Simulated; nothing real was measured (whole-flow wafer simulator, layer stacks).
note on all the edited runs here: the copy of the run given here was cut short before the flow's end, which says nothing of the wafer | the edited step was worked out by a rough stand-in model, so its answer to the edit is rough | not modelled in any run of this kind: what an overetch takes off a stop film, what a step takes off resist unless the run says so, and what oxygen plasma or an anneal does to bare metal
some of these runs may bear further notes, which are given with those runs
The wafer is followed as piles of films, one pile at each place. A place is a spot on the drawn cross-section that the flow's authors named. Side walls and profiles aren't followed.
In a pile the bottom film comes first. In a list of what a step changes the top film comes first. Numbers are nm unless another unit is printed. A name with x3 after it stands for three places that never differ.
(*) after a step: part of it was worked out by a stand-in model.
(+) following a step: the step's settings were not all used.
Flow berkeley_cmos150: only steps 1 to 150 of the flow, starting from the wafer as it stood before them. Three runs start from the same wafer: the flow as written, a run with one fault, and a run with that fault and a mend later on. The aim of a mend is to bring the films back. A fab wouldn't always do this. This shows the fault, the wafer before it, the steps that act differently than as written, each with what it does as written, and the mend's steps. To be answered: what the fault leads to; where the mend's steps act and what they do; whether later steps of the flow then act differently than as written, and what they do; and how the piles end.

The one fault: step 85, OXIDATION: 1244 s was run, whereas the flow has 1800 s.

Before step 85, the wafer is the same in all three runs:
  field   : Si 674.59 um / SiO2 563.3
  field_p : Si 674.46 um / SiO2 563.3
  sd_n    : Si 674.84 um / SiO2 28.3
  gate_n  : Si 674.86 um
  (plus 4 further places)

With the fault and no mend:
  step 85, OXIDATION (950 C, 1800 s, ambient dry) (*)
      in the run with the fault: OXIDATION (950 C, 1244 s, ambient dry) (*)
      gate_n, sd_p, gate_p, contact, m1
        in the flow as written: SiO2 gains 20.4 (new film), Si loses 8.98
        in the run with the fault: SiO2 gains 16.3 (new film), Si loses 7.17
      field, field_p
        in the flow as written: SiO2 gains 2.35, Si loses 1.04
        in the run with the fault: SiO2 gains 1.63, Si loses 0.72
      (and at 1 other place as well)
  Later steps of the flow acting differently than as written (21 other steps are not shown; they differ only slightly, by no more than 2% or 0.5 nm, whichever is larger):
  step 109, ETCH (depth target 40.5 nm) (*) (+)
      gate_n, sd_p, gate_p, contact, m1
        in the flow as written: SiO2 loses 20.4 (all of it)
        in the run with the fault: SiO2 loses 16.3 (all of it)
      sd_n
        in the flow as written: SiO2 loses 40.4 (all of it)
        in the run with the fault: SiO2 loses 37.2 (all of it)
  The piles end only slightly different from the flow's at the places that both follow, by no more than 2% or 0.5 nm, whichever is larger.

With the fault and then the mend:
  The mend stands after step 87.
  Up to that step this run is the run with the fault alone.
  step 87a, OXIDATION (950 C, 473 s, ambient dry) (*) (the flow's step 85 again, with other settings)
      gate_n, sd_p, gate_p, contact, m1
        SiO2 gains 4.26, Si loses 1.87
      field, field_p
        SiO2 gains 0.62, Si loses 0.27
      sd_n
        SiO2 gains 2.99, Si loses 1.32
  Later steps of the flow that are run all act as written at every place that is followed, up to a difference of at most 2% or 0.5 nm, whichever is larger.
  The piles end only slightly different from the flow's at the places that both follow, by no more than 2% or 0.5 nm, whichever is larger.
